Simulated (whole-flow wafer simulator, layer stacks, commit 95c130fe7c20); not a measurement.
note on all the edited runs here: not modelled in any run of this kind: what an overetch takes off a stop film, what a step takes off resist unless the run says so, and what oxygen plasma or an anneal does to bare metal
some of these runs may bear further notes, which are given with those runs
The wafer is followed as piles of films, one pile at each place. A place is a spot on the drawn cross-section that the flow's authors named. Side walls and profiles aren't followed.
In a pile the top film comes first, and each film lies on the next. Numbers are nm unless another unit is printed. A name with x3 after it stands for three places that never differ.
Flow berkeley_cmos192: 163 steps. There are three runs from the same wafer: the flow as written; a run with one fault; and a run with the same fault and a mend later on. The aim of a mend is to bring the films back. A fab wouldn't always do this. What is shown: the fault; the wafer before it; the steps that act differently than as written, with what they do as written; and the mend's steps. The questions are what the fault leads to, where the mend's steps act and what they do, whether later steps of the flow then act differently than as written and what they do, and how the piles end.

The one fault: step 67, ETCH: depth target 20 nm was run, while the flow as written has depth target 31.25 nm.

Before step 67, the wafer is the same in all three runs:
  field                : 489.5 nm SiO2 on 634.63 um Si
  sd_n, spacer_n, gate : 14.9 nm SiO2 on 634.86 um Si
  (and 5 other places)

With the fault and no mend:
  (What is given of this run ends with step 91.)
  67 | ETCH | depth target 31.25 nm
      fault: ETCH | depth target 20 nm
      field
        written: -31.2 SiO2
        fault: -20 SiO2
  Every later step of the flow up to step 91 that is run acts as written, at every place that is followed, to within 2% or 0.5 nm, whichever is larger.
  After step 91, at field, the piles differ from the flow's by more than 2% or 0.5 nm, whichever is larger.
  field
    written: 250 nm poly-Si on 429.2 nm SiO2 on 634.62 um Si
    fault: 250 nm poly-Si on 440.4 nm SiO2 on 634.62 um Si

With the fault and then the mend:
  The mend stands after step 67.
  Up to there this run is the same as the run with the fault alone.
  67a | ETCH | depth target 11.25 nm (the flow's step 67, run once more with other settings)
      field
        -11.2 SiO2
  Every later step of the flow that is run acts as written, at every place that is followed, to within 2% or 0.5 nm, whichever is larger.
  The piles end the same as the flow's at every place that both follow.
